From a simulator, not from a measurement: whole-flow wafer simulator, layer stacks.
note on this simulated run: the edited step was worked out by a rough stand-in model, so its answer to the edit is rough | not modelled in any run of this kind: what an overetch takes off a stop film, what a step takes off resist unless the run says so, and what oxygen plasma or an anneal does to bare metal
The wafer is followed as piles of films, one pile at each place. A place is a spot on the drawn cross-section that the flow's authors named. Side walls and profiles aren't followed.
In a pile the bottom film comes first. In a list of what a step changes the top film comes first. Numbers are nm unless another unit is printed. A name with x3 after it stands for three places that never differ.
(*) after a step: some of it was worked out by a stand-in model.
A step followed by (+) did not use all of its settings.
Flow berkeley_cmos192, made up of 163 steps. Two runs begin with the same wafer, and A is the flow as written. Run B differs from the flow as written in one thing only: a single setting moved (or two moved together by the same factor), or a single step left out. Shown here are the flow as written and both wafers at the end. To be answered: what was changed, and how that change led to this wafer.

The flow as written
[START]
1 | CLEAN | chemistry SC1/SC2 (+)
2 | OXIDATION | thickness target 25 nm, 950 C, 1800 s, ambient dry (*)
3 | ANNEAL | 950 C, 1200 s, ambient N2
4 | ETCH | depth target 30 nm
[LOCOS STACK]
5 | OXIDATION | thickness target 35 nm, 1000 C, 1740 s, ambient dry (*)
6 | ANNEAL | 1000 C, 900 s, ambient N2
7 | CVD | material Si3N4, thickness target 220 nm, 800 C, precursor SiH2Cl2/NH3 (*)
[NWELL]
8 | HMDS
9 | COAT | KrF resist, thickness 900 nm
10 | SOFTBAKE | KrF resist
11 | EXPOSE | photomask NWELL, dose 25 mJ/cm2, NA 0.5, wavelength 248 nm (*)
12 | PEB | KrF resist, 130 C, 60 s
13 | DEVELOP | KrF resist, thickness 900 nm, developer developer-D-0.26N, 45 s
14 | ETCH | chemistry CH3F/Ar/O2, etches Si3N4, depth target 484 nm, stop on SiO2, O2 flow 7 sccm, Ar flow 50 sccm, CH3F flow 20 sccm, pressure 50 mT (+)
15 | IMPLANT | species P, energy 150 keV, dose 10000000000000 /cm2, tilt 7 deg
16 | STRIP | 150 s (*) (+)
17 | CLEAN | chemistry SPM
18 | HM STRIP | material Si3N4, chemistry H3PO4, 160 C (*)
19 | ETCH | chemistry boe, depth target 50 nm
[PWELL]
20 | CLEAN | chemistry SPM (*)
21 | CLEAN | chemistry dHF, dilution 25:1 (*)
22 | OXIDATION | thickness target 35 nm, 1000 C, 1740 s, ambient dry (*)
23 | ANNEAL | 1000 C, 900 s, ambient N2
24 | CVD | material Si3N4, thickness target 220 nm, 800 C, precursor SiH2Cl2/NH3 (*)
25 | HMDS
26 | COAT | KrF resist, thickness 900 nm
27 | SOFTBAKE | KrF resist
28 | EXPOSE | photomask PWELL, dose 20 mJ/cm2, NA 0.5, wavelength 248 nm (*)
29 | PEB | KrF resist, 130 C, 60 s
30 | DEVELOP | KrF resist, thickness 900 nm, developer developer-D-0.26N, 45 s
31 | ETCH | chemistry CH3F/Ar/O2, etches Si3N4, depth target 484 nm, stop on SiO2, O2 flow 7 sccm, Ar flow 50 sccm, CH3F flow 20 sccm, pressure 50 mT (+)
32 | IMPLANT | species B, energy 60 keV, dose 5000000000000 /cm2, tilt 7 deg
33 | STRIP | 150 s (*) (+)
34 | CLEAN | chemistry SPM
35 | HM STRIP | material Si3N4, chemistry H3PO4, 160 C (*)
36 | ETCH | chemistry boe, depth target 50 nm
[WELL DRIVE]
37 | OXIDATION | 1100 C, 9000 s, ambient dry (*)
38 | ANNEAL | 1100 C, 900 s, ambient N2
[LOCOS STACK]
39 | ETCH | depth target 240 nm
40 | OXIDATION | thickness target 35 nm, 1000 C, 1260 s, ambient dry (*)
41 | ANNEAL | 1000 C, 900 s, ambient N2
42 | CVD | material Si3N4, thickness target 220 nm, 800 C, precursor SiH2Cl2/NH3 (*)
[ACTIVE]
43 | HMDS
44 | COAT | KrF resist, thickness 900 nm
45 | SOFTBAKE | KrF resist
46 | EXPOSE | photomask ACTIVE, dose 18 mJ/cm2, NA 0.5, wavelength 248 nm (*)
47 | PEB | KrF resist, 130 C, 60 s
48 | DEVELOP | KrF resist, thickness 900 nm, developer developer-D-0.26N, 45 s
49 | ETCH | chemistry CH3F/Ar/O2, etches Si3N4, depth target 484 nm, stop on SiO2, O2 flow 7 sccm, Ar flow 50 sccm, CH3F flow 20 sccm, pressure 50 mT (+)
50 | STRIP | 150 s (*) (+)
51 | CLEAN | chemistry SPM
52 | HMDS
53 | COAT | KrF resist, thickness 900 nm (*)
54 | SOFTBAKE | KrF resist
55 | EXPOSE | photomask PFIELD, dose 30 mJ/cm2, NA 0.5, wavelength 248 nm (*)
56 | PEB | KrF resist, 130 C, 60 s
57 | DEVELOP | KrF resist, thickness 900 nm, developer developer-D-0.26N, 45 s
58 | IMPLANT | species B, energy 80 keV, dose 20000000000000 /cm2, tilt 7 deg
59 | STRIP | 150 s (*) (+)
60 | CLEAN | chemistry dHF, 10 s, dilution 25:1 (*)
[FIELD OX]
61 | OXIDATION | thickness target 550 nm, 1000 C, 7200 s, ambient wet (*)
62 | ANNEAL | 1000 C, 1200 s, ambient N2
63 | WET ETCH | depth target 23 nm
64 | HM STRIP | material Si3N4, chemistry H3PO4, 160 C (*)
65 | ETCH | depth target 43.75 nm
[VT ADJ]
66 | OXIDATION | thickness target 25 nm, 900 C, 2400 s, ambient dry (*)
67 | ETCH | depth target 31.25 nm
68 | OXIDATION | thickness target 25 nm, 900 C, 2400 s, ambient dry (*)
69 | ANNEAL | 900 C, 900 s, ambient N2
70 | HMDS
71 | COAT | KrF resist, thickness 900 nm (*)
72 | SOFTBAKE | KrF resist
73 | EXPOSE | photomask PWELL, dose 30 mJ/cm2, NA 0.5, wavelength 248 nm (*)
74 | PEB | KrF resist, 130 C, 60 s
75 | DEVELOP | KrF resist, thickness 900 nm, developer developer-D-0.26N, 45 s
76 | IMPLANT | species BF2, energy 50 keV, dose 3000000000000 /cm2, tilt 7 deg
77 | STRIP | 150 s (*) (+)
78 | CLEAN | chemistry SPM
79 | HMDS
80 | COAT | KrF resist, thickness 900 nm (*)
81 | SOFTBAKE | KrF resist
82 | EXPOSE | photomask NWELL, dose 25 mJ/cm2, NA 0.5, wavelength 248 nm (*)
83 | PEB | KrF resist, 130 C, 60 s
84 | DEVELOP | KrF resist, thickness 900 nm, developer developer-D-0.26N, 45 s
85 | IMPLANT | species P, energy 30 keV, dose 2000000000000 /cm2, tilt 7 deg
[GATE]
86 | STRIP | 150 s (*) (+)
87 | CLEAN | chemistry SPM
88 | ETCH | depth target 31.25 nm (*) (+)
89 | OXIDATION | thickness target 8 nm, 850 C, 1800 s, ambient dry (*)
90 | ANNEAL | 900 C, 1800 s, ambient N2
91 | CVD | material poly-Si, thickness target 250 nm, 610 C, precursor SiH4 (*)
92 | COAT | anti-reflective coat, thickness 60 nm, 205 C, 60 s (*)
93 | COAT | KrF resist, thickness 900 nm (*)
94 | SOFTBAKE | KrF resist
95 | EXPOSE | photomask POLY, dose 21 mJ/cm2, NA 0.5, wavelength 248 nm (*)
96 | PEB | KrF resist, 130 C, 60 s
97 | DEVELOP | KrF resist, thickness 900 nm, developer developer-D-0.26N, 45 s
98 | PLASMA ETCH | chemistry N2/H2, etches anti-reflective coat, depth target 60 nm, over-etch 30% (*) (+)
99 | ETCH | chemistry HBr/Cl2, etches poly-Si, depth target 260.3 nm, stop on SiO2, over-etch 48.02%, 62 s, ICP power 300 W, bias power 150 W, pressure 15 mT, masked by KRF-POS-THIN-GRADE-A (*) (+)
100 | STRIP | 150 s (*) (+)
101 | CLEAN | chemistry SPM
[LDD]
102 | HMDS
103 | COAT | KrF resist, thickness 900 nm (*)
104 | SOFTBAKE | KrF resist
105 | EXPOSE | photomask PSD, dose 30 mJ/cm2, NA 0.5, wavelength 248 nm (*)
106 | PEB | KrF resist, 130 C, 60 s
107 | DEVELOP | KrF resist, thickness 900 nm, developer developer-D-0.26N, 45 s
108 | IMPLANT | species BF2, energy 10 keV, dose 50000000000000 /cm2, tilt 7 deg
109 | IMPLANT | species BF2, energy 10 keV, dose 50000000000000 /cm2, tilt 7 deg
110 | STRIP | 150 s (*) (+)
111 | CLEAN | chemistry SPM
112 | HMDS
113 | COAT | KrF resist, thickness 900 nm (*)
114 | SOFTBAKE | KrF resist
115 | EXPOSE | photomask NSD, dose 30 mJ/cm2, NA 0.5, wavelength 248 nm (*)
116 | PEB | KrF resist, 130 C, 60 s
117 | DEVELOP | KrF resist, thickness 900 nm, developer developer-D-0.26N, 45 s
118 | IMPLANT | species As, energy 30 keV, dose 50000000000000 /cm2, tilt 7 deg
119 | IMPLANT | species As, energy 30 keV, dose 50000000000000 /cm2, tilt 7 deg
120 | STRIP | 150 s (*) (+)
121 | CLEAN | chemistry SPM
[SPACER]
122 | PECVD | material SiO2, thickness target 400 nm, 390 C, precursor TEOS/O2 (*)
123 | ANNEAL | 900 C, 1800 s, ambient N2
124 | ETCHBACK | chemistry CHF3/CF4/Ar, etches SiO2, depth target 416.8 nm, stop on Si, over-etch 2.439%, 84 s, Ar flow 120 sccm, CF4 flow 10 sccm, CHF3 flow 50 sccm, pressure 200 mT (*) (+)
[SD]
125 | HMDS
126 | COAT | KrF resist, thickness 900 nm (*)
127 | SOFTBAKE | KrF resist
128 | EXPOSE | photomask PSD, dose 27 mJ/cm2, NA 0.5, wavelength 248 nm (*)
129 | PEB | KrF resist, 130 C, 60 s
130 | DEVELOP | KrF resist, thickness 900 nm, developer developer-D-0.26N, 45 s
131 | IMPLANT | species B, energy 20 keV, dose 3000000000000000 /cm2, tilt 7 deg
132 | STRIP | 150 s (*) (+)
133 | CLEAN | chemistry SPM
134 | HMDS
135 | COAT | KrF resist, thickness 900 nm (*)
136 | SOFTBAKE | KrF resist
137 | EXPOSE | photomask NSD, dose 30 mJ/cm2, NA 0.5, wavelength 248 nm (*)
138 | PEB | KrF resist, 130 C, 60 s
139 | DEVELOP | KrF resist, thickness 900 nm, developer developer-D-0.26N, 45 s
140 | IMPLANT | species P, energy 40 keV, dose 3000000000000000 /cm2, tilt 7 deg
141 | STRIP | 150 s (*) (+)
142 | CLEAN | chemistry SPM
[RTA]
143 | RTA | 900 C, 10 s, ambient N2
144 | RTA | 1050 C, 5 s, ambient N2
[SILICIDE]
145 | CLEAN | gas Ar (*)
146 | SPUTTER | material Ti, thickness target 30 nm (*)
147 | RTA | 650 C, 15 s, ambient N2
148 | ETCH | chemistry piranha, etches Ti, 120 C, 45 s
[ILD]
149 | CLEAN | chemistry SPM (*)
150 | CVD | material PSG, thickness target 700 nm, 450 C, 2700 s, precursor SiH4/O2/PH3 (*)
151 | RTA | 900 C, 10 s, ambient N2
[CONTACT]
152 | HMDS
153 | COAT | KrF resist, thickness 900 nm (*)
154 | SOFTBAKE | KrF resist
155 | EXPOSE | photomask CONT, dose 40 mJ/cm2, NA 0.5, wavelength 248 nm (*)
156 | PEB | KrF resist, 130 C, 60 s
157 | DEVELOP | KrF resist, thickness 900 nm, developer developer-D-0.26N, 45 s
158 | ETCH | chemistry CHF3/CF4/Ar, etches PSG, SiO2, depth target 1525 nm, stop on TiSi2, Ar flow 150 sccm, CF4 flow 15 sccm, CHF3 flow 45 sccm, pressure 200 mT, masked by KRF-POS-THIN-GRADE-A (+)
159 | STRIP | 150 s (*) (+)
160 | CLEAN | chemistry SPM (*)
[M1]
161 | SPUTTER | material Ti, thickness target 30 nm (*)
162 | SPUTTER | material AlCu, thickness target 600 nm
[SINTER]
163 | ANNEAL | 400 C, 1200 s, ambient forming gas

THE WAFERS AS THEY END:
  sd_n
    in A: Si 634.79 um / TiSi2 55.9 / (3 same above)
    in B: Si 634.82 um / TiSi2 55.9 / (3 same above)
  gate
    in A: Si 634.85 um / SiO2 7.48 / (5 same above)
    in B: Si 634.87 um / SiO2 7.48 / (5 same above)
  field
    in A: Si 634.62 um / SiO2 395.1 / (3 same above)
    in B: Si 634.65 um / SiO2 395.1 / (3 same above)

Cause: step 37, OXIDATION: 5265 s was run, whereas the flow has 9000 s.

Step by step, how the change led to this:
  37 | OXIDATION | 1100 C, 9000 s, ambient dry (*)
      field, sd_n, spacer_n and 6 more: A +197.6 SiO2 (new film), -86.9 Si | B +142.2 SiO2 (new film), -62.6 Si
  39 | ETCH | depth target 240 nm
      field, sd_n, spacer_n and 6 more: A -197.6 SiO2 (all of it) | B -142.2 SiO2 (all of it)
